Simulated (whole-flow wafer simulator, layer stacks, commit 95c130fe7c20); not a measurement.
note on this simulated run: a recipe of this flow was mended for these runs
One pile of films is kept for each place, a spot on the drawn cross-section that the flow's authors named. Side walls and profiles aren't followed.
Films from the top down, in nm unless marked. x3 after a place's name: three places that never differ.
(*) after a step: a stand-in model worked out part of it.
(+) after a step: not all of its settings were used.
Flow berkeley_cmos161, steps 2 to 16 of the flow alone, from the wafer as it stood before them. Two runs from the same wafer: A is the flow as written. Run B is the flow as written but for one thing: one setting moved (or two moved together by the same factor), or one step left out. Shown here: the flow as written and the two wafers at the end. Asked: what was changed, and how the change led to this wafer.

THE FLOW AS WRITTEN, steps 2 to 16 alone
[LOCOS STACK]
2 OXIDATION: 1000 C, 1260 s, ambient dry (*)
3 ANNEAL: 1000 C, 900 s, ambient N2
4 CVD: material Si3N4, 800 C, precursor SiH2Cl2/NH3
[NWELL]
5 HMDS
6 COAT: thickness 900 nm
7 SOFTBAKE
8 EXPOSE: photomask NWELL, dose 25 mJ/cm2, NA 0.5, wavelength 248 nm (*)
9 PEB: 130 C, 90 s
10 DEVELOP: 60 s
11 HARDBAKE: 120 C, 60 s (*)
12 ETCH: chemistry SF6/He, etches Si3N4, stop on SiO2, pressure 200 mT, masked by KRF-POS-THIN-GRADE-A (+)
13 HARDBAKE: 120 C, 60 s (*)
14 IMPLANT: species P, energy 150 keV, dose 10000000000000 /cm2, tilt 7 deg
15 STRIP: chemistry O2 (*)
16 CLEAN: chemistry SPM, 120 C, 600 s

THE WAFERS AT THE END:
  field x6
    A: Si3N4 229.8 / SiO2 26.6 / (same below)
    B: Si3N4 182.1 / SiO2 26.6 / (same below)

The cause: step 4, CVD: 780 C was run, where the flow has 800 C.

How the change led to this, step by step:
  4 CVD: material Si3N4, 800 C, precursor SiH2Cl2/NH3
      field x6, sd_p x3: A Si3N4 +229.8 (new film) | B Si3N4 +182.1 (new film)
  12 ETCH: chemistry SF6/He, etches Si3N4, stop on SiO2, pressure 200 mT, masked by KRF-POS-THIN-GRADE-A (+)
      field x6: A KrF-resist -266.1 | B KrF-resist -214.2
      sd_p x3: A Si3N4 -229.8 (all of it), SiO2 -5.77 | B Si3N4 -182.1 (all of it), SiO2 -5.77
  15 STRIP: chemistry O2 (*)
      field x6: A KrF-resist -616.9 (all of it) | B KrF-resist -668.7 (all of it)
